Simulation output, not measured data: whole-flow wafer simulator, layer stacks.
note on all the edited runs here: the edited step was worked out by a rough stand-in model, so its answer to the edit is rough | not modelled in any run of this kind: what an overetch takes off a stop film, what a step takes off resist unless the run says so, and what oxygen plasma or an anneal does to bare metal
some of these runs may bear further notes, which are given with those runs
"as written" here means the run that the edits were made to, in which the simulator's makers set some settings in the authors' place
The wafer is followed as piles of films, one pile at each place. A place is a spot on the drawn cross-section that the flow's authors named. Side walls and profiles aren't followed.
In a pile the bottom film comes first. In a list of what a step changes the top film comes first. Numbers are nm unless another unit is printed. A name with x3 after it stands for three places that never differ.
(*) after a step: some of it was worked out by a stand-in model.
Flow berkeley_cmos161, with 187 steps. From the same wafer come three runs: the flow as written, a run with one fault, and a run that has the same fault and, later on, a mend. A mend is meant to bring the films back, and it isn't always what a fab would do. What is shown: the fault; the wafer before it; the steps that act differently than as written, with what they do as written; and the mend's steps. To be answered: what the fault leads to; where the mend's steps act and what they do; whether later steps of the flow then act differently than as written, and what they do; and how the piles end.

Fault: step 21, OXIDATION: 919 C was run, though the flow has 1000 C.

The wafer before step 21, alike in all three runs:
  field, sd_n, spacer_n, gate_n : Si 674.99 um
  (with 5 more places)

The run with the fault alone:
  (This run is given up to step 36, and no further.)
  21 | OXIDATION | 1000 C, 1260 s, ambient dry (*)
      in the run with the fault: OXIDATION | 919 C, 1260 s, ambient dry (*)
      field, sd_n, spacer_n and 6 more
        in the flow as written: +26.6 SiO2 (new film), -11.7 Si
        in the run with the fault: +12 SiO2 (new film), -5.26 Si
  Later steps of the flow up to step 36 that are run all act as written at every place that is followed.
  The piles after step 36 differ from the flow's at field, sd_n, spacer_n and 6 more by more than 2% or 0.5 nm, whichever is larger.
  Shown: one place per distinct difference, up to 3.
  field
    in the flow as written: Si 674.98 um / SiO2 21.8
    in the run with the fault: Si 674.98 um / SiO2 7.16
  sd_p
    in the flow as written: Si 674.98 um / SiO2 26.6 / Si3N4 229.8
    in the run with the fault: Si 674.98 um / SiO2 12 / Si3N4 229.8

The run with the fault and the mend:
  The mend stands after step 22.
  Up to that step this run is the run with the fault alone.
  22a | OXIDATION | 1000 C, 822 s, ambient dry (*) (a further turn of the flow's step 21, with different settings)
      field, sd_n, spacer_n and 6 more
        +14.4 SiO2, -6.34 Si
  Later steps of the flow that are run all act as written at every place that is followed, up to a difference of at most 2% or 0.5 nm, whichever is larger.
  When the end is reached, the piles differ only a little from the flow's at the places that both follow, at most by 2% or 0.5 nm, whichever is larger.
